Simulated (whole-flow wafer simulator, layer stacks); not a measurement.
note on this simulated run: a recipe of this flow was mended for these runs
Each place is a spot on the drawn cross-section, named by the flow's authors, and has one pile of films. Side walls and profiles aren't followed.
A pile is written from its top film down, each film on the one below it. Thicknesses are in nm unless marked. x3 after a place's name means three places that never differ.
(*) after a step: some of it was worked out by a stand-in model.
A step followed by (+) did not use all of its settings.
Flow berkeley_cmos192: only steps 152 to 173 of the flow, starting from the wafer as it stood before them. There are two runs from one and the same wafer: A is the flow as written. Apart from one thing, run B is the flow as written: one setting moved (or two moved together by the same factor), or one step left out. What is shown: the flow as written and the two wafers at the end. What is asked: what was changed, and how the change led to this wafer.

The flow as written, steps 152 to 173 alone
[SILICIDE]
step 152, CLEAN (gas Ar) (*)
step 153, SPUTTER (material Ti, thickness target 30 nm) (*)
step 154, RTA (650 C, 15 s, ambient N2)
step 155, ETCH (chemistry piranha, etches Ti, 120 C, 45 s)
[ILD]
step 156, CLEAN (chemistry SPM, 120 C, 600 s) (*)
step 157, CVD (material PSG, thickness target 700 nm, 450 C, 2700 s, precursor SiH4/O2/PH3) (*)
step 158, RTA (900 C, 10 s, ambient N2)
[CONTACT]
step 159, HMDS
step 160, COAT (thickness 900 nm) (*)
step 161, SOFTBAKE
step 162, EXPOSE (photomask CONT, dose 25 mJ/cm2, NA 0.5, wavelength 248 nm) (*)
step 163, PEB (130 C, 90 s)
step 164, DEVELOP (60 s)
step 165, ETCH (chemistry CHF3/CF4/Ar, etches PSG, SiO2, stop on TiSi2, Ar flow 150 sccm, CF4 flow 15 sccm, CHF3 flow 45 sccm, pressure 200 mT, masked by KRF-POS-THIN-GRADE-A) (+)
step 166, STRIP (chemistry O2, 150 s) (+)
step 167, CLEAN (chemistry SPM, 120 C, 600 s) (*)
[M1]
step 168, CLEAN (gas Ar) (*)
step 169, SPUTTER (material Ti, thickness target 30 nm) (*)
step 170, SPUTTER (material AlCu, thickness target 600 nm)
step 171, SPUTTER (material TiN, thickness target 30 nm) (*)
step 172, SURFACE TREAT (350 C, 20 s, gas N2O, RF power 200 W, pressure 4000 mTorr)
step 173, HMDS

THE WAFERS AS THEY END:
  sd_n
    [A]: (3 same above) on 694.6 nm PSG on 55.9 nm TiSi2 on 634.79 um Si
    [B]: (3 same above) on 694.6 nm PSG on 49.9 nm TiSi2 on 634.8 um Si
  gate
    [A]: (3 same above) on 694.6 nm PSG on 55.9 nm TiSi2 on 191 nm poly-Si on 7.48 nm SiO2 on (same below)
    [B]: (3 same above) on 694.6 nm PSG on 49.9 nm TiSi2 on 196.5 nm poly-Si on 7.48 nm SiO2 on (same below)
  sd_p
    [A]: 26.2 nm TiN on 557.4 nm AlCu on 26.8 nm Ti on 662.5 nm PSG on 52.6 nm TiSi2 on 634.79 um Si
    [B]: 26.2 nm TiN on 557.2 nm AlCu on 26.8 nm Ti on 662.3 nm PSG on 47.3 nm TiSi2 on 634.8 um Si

The reason: step 153, SPUTTER: thickness target 27 nm was run, whereas the flow has thickness target 30 nm.

How this came from the change, step by step:
  step 153, SPUTTER (material Ti, thickness target 30 nm) (*)
      field, sd_n, spacer_n, gate, spacer_p, gate_p, contact, m1: A Ti gains 30 (new film) | B Ti gains 27 (new film)
      sd_p: A Ti gains 28.2 (new film) | B Ti gains 25.4 (new film)
  step 154, RTA (650 C, 15 s, ambient N2)
      sd_p: A Ti loses 22, TiSi first gains 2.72 (new film), TiSi2 C49 gains 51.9 (new film), Si loses 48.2 | B Ti loses 19.8, TiSi2 C49 gains 50.4 (new film), Si loses 45
      sd_n, contact, m1: A Ti loses 23.4, TiSi first gains 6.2 (new film), TiSi2 C49 gains 50.3 (new film), Si loses 49 | B Ti loses 21.1, TiSi first gains 0.4 (new film), TiSi2 C49 gains 53 (new film), Si loses 47.5
      (and at 2 other places as well)
  step 155, ETCH (chemistry piranha, etches Ti, 120 C, 45 s)
      sd_n, gate, gate_p, contact, m1: A Ti loses 6.6 (all of it), TiSi first loses 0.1 | B Ti loses 5.94 (all of it), TiSi first loses 0.4 (all of it)
      sd_p: A Ti loses 6.21 (all of it), TiSi first loses 0.1 | B Ti loses 5.59 (all of it), TiSi2 C49 loses 0.1
      (and at 3 other places as well)
  step 158, RTA (900 C, 10 s, ambient N2)
      sd_n, contact, m1: A under 1 film: TiSi2 gains 55.9 (new film), TiSi first loses 6.09 (all of it), TiSi2 C49 loses 50.3 (all of it), Si loses 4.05 | B under 1 film: TiSi2 gains 49.9 (new film), TiSi2 C49 loses 53 (all of it)
      gate, gate_p: A under 1 film: TiSi2 gains 55.9 (new film), TiSi first loses 6.09 (all of it), TiSi2 C49 loses 50.3 (all of it), poly-Si loses 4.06 | B under 1 film: TiSi2 gains 49.9 (new film), TiSi2 C49 loses 53 (all of it)
      (and at 1 other place as well)
